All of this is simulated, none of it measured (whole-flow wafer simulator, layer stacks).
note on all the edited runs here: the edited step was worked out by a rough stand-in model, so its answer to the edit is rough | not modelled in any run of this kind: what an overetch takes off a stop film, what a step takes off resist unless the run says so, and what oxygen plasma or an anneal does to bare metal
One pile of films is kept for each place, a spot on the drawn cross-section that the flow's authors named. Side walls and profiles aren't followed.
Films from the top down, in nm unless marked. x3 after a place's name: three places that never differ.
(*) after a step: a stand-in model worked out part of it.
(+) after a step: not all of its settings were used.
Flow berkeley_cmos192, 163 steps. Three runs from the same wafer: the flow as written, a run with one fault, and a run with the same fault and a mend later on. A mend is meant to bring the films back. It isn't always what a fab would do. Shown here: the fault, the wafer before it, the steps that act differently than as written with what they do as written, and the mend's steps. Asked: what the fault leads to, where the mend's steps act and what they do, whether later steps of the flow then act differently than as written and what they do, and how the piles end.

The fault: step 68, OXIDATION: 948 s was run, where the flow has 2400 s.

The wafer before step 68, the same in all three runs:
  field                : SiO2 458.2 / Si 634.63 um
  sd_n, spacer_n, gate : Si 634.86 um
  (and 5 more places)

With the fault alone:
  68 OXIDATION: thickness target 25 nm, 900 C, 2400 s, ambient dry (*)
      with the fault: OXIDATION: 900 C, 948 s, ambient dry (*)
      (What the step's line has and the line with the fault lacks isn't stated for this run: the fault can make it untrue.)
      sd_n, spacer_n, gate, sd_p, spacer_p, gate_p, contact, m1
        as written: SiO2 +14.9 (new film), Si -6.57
        with the fault: SiO2 +8.38 (new film), Si -3.69
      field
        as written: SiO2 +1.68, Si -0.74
        with the fault: SiO2 +0.66, Si -0.29
  Later steps of the flow that act differently than as written (37 more steps differ only slightly, by at most 2% or 0.5 nm, whichever is larger, and aren't shown):
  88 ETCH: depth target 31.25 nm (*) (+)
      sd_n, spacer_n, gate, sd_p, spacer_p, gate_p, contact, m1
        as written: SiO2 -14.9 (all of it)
        with the fault: SiO2 -8.38 (all of it)
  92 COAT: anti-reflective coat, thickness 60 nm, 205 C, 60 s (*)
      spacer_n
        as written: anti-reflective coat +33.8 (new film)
        with the fault: anti-reflective coat +34.8 (new film)
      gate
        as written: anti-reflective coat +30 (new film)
        with the fault: anti-reflective coat +31 (new film)
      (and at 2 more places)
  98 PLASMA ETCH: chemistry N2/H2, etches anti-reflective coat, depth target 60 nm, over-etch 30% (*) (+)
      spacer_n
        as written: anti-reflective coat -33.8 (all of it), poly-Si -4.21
        with the fault: anti-reflective coat -34.8 (all of it), poly-Si -4.12
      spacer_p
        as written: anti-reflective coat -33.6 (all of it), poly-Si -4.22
        with the fault: anti-reflective coat -34.4 (all of it), poly-Si -4.14
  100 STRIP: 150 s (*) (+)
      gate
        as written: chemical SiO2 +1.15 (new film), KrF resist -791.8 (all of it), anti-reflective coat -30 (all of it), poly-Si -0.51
        with the fault: chemical SiO2 +1.15 (new film), KrF resist -789.2 (all of it), anti-reflective coat -31 (all of it), poly-Si -0.51
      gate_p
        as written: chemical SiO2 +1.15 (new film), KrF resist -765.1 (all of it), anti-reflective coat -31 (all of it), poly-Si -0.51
        with the fault: chemical SiO2 +1.15 (new film), KrF resist -763.2 (all of it), anti-reflective coat -31.8 (all of it), poly-Si -0.51
  At the end the piles differ from the flow's only slightly at the places that both follow, by at most 2% or 0.5 nm, whichever is larger.

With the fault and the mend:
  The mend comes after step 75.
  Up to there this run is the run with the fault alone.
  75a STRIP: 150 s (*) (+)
      sd_p
        KrF resist -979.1 (all of it)
      spacer_p
        KrF resist -960.3 (all of it)
      gate_p
        KrF resist -959.4 (all of it)
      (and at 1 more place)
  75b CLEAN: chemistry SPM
      changes no film at any place that is followed
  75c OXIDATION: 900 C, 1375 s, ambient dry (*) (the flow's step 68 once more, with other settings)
      sd_n, spacer_n, gate, sd_p, spacer_p, gate_p, contact, m1
        SiO2 +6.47, Si -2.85
      field
        SiO2 +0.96, Si -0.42
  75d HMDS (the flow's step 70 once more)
      changes no film at any place that is followed
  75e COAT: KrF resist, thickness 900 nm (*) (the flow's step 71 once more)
      spacer_n, gate
        KrF resist +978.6 (new film)
      field
        KrF resist +842.4 (new film)
      sd_n
        KrF resist +1013.2 (new film)
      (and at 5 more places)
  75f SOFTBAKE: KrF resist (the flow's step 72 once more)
      changes no film at any place that is followed
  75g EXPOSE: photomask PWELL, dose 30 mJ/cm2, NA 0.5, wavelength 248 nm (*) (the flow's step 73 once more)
      changes no film at any place that is followed
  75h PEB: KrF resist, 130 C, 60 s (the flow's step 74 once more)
      sd_n, m1
        KrF resist -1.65
      spacer_n, gate
        KrF resist -1.58
      spacer_p, gate_p
        KrF resist -1.57
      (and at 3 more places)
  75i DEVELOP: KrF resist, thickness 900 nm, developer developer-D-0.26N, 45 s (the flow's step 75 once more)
      sd_p, spacer_p, gate_p, m1
        KrF resist -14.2
      field
        KrF resist -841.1 (all of it)
      sd_n
        KrF resist -1011.6 (all of it)
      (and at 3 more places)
  No later step of the flow acts differently than as written, at any place that is followed, by more than 2% or 0.5 nm, whichever is larger.
  At the end the piles differ from the flow's only slightly at the places that both follow, by at most 2% or 0.5 nm, whichever is larger.
